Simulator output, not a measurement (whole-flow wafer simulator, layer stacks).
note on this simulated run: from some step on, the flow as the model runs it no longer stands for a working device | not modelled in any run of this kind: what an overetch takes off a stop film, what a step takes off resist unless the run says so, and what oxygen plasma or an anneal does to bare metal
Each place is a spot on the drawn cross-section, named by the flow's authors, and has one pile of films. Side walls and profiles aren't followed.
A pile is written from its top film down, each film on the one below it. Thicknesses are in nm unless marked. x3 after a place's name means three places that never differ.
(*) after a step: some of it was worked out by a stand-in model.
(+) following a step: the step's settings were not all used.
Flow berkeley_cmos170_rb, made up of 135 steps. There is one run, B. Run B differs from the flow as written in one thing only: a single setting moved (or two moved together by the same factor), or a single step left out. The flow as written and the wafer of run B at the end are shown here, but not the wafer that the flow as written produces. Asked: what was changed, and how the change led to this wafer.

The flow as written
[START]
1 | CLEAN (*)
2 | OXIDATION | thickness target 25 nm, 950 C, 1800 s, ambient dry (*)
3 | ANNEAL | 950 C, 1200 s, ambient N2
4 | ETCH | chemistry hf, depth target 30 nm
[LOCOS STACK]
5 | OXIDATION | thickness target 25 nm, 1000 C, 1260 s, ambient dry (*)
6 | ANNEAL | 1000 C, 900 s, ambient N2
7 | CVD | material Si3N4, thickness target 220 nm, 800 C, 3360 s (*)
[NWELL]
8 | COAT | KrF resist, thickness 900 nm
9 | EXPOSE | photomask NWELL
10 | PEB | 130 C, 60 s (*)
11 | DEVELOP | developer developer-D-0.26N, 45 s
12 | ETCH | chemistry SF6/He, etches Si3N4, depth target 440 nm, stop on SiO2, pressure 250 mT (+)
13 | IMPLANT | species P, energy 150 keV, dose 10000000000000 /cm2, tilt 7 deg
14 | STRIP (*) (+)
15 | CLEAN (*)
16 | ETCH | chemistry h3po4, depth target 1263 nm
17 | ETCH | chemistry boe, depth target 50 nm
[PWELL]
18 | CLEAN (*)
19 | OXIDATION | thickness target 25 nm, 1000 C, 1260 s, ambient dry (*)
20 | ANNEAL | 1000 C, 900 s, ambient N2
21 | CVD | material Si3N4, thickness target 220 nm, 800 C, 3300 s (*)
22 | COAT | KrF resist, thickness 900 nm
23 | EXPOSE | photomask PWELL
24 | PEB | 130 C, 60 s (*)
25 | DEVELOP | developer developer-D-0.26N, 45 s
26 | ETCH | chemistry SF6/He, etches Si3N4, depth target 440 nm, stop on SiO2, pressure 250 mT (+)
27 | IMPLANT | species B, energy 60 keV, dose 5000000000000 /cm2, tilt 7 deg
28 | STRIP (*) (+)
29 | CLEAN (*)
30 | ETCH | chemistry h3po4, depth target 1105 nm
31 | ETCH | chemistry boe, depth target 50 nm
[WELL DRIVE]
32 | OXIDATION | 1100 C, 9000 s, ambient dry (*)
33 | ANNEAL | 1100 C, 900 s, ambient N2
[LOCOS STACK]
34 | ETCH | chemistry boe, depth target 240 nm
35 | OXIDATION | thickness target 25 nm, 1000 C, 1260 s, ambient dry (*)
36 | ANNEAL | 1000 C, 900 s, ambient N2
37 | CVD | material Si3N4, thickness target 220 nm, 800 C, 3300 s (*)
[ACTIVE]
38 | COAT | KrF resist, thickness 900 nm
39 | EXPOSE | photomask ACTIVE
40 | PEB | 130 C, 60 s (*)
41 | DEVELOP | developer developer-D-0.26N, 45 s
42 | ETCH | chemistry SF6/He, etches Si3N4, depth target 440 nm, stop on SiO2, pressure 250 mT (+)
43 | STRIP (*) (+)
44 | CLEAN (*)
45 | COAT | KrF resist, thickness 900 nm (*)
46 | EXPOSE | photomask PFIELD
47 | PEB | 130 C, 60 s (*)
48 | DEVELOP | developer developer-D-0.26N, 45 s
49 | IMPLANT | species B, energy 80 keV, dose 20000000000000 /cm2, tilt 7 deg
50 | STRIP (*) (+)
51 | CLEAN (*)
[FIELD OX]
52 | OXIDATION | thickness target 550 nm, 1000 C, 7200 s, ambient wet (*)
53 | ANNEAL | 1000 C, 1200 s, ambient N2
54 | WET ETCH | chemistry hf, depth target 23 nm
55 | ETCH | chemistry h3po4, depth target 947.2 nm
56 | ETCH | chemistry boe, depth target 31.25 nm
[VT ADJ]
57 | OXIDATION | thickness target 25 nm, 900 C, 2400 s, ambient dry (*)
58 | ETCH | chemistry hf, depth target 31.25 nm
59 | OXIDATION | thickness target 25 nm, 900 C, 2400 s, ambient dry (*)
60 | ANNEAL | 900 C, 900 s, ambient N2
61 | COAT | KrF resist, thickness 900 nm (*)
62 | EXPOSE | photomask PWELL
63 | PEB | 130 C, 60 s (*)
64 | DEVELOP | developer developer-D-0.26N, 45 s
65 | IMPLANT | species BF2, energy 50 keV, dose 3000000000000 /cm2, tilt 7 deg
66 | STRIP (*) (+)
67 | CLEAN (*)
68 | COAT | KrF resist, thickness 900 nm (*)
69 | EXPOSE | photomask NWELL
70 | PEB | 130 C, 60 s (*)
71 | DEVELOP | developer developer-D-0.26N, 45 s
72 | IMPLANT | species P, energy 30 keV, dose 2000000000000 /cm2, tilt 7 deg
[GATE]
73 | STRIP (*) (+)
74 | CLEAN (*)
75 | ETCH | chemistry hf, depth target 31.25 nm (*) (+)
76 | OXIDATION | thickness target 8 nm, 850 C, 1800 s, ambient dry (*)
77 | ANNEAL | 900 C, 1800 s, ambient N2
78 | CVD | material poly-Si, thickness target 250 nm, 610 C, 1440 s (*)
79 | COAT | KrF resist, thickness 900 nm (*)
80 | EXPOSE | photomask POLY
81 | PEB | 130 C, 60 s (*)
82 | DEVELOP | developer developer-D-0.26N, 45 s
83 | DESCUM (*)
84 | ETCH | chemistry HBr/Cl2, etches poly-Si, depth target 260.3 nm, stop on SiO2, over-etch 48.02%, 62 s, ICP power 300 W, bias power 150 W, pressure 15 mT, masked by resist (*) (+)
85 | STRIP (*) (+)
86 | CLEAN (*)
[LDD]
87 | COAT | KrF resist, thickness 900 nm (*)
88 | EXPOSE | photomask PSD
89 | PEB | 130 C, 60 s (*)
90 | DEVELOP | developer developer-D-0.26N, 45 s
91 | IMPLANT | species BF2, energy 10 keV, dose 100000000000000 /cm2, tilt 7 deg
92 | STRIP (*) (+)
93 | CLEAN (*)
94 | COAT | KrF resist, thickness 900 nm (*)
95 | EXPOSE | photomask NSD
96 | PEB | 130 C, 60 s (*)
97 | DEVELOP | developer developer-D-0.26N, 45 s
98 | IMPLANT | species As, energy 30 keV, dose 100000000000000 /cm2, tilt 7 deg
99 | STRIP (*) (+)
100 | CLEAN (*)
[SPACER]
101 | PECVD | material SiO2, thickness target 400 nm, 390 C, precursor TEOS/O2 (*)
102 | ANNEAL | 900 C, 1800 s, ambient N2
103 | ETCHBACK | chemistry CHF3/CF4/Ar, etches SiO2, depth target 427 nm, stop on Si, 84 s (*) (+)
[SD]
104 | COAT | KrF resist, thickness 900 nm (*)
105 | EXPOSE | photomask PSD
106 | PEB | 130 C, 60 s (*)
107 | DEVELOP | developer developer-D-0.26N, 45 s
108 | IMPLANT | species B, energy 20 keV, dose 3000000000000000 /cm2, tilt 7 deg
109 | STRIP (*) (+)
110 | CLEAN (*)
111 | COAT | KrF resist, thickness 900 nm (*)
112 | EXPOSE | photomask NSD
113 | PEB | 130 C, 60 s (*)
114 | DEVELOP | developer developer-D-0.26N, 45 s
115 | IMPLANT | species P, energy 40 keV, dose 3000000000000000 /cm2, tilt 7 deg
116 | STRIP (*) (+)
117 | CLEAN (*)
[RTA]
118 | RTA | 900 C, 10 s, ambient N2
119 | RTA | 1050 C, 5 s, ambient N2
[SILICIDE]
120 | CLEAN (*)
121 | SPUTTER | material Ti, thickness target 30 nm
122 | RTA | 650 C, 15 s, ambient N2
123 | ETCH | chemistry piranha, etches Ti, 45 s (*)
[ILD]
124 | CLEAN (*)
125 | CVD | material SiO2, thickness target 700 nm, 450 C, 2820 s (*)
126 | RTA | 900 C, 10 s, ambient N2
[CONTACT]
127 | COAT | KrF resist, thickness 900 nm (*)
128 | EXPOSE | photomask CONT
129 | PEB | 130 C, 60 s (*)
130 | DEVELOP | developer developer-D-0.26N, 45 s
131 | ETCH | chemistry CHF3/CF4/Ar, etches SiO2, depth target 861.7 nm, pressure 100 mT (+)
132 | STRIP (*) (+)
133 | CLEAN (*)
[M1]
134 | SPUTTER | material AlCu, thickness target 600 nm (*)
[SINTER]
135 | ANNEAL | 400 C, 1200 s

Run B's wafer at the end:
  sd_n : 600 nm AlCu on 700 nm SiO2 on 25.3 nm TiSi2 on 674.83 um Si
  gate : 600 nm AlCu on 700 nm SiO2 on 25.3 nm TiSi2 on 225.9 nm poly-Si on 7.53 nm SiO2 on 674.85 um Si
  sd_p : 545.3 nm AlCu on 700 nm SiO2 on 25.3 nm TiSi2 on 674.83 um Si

What caused this: step 122, RTA: 585 C was run, while the flow as written has 650 C.

How this came from the change, step by step:
  122 | RTA | 650 C, 15 s, ambient N2
      sd_n, contact, m1: -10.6 Ti, +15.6 TiSi first (new film), +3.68 TiSi2 C49 (new film), -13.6 Si (it would be, as written: -23.4 Ti, +6.2 TiSi first (new film), +50.3 TiSi2 C49 (new film), -49 Si)
      gate, gate_p: -10.6 Ti, +15.6 TiSi first (new film), +3.68 TiSi2 C49 (new film), -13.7 poly-Si (it would be, as written: -23.4 Ti, +6.2 TiSi first (new film), +50.3 TiSi2 C49 (new film), -49.2 poly-Si)
      (as well as at 1 more place)
  123 | ETCH | chemistry piranha, etches Ti, 45 s (*)
      sd_n, gate, gate_p, contact, m1: -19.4 Ti (all of it) (it would be, as written: -6.6 Ti (all of it))
      sd_p: -16.6 Ti (all of it) (it would be, as written: -5.96 Ti (all of it))
  126 | RTA | 900 C, 10 s, ambient N2
      sd_n, contact, m1: under 1 film: +25.3 TiSi2 (new film), -15.6 TiSi first (all of it), -3.68 TiSi2 C49 (all of it), -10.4 Si (it would be, as written: under 1 film: +56 TiSi2 (new film), -6.2 TiSi first (all of it), -50.3 TiSi2 C49 (all of it), -4.12 Si)
      gate, gate_p: under 1 film: +25.3 TiSi2 (new film), -15.6 TiSi first (all of it), -3.68 TiSi2 C49 (all of it), -10.4 poly-Si (it would be, as written: under 1 film: +56 TiSi2 (new film), -6.2 TiSi first (all of it), -50.3 TiSi2 C49 (all of it), -4.13 poly-Si)
      (as well as at 1 more place)
